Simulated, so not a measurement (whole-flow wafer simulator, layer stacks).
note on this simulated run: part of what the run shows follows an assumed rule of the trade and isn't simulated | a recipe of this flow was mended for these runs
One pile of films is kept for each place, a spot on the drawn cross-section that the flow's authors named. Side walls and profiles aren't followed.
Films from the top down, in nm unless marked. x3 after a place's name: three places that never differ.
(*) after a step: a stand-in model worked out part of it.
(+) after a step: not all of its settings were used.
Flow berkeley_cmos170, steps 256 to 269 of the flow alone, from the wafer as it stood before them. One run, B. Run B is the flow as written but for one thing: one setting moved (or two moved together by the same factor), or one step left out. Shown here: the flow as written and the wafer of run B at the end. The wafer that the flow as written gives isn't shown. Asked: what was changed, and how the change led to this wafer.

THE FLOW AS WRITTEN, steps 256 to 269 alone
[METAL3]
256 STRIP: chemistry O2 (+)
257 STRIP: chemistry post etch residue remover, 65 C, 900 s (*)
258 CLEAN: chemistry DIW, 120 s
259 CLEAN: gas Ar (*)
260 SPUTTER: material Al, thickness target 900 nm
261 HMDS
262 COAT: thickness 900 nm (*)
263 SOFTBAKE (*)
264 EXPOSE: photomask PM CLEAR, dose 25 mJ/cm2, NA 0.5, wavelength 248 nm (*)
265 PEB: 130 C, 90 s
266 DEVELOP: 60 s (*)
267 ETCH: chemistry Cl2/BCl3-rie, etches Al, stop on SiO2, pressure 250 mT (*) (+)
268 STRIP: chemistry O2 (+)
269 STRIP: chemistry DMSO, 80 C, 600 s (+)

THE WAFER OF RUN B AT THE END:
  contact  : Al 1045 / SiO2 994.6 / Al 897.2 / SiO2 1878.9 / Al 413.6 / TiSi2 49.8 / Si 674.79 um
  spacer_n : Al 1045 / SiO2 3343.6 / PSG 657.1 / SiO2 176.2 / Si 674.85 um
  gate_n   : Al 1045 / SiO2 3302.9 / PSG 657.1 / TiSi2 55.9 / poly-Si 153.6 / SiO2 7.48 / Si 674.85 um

The cause: step 260, SPUTTER: thickness target 1045 nm was run, where the flow has thickness target 900 nm.
It can be read off the wafer: contact has Al 1045, and step 260 as written asks for 900 nm.

How the change led to this, step by step:
  260 SPUTTER: material Al, thickness target 900 nm
      field, mark, sd_n and 9 more: Al +1045 (new film) (as written it would be: Al +900 (new film))
      via2: Al +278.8 (as written it would be: Al +259.4)
  262 COAT: thickness 900 nm (*)
      via2: KrF-resist +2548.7 (new film) (as written it would be: KrF-resist +2428.6 (new film))
  265 PEB: 130 C, 90 s
      via2: KrF-resist -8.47 (as written it would be: KrF-resist -7.55)
  267 ETCH: chemistry Cl2/BCl3-rie, etches Al, stop on SiO2, pressure 250 mT (*) (+)
      field, sd_n, spacer_n and 9 more: KrF-resist -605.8 (as written it would be: KrF-resist -533.3)
      mark: Al -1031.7 (all of it), SiO2 -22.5 (as written it would be: Al -886.7 (all of it), SiO2 -22.5)
  268 STRIP: chemistry O2 (+)
      field, spacer_n, gate_n: KrF-resist -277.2 (all of it) (as written it would be: KrF-resist -349.7 (all of it))
      spacer_p, gate_p: KrF-resist -277.1 (all of it) (as written it would be: KrF-resist -349.6 (all of it))
      (and at 7 more places)
